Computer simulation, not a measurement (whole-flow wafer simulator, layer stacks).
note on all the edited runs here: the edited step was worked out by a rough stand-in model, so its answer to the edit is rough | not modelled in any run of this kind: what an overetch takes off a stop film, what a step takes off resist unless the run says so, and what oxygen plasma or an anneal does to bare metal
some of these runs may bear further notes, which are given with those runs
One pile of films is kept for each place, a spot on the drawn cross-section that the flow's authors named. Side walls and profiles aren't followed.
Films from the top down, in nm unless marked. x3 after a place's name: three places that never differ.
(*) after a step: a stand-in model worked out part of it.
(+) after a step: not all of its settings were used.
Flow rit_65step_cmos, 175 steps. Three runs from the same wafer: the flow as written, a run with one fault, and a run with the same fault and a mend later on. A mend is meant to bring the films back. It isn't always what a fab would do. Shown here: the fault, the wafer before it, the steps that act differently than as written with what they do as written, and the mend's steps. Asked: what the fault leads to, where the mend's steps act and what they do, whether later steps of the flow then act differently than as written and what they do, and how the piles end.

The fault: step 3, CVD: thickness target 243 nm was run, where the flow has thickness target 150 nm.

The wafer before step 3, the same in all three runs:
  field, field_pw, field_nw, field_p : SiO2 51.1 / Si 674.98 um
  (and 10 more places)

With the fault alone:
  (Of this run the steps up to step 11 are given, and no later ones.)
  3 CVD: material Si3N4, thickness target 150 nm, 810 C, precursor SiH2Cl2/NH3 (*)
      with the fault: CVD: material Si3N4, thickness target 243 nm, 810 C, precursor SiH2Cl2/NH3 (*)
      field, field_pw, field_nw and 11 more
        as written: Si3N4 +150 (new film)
        with the fault: Si3N4 +243 (new film)
  No later step of the flow up to step 11 acts differently than as written at any place that is followed.
  After step 11 the piles differ from the flow's by more than 2% or 0.5 nm, whichever is larger, at field, field_pw, field_nw and 11 more.
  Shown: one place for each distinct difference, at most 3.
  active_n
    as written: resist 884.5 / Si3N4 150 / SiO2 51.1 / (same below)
    with the fault: resist 884.5 / Si3N4 243 / SiO2 51.1 / (same below)
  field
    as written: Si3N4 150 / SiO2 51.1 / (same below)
    with the fault: Si3N4 243 / SiO2 51.1 / (same below)

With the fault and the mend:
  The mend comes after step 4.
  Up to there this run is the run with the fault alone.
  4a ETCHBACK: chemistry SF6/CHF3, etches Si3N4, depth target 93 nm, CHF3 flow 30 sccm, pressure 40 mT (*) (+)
      field, field_pw, field_nw and 11 more
        Si3N4 -93
  No later step of the flow acts differently than as written at any place that is followed.
  At the end the piles are the same as the flow's at every place that both follow.
